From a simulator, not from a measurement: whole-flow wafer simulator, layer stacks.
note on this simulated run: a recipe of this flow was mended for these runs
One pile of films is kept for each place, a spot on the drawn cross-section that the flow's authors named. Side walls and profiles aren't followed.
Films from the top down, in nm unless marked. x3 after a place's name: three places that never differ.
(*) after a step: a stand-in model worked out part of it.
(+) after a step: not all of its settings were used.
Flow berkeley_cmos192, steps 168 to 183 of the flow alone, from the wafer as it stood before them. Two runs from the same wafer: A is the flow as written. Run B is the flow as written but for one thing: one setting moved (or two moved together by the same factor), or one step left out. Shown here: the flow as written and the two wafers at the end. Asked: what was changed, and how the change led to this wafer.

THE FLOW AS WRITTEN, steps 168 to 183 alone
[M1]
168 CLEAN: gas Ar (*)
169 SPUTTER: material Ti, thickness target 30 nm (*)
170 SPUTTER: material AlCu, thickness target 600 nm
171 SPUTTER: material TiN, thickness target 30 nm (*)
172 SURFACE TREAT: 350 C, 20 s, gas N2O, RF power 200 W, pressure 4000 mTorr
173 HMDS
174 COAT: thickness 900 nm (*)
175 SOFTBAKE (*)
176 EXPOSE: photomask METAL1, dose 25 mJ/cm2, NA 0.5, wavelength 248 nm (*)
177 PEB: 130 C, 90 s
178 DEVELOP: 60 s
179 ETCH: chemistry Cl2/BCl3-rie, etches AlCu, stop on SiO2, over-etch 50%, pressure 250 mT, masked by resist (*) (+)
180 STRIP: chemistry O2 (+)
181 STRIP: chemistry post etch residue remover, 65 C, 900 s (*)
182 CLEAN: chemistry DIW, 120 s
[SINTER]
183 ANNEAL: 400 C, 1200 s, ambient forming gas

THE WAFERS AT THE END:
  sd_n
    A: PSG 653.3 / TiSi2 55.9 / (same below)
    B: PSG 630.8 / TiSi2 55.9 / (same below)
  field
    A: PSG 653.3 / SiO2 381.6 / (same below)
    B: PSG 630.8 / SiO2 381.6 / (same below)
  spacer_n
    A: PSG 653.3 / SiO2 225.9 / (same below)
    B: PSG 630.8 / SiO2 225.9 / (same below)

The cause: step 170, SPUTTER: thickness target 420 nm was run, where the flow has thickness target 600 nm.

How the change led to this, step by step:
  170 SPUTTER: material AlCu, thickness target 600 nm
      field, sd_n, spacer_n, gate, spacer_p, gate_p, m1: A AlCu +600 (new film) | B AlCu +420 (new film)
      sd_p: A AlCu +557.4 (new film) | B AlCu +383.7 (new film)
      (and at 1 more place)
  171 SPUTTER: material TiN, thickness target 30 nm (*)
      contact: A TiN +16 (new film) | B TiN +17.7 (new film)
  174 COAT: thickness 900 nm (*)
      contact: A KrF-resist +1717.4 (new film) | B KrF-resist +1657.9 (new film)
  179 ETCH: chemistry Cl2/BCl3-rie, etches AlCu, stop on SiO2, over-etch 50%, pressure 250 mT, masked by resist (*) (+)
      field, sd_n, spacer_n, gate, spacer_p, gate_p: A TiN -30 (all of it), AlCu -600 (all of it), Ti -30 (all of it), PSG -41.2 | B TiN -30 (all of it), AlCu -420 (all of it), Ti -30 (all of it), PSG -63.8
      sd_p: A TiN -26.2 (all of it), AlCu -557.4 (all of it), Ti -26.8 (all of it), PSG -47.4 | B TiN -26.3 (all of it), AlCu -383.7 (all of it), Ti -26.8 (all of it), PSG -69.1
  180 STRIP: chemistry O2 (+)
      contact: A KrF-resist -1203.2 (all of it) | B KrF-resist -1143.9 (all of it)
